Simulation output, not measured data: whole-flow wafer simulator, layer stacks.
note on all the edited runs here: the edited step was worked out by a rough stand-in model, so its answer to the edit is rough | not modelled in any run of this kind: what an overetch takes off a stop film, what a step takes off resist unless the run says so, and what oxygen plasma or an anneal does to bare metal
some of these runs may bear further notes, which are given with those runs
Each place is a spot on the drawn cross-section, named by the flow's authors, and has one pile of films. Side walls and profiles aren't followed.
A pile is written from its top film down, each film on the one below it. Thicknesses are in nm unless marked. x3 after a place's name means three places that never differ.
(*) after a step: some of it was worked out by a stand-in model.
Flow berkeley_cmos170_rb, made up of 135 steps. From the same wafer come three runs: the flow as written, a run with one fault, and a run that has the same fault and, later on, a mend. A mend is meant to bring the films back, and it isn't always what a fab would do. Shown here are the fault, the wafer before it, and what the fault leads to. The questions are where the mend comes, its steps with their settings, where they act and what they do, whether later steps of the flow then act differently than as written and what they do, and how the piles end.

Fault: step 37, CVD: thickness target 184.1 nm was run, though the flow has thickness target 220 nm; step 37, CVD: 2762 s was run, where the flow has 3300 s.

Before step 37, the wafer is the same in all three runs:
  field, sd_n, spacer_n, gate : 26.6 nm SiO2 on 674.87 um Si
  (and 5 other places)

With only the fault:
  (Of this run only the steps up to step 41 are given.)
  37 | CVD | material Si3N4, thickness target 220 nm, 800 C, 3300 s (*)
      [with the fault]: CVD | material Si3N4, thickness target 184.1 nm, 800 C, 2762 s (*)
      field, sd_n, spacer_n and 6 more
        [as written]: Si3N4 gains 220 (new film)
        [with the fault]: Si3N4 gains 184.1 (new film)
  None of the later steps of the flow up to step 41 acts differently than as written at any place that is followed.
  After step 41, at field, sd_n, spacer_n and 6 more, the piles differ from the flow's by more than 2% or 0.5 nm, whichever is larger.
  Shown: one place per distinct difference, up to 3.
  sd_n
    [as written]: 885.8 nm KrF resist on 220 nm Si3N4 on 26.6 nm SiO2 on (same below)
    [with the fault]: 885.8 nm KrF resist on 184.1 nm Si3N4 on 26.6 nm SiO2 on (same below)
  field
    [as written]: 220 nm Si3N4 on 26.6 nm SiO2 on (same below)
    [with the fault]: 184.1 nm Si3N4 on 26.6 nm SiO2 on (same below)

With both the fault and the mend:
  The mend stands after step 37.
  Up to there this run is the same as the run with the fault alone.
  37a | ETCH | chemistry h3po4, depth target 212.2 nm (a further turn of the flow's step 30, with different settings)
      field, sd_n, spacer_n and 6 more
        Si3N4 loses 184.1 (all of it)
  37b | CLEAN (*)
      does not change any film at any place that is followed
  37c | CVD | material Si3N4, thickness target 220 nm, 800 C, 3300 s (*) (a further turn of the flow's step 37)
      field, sd_n, spacer_n and 6 more
        Si3N4 gains 220 (new film)
  None of the later steps of the flow acts differently than as written at any place that is followed.
  The piles end the same as the flow's at every place that both follow.
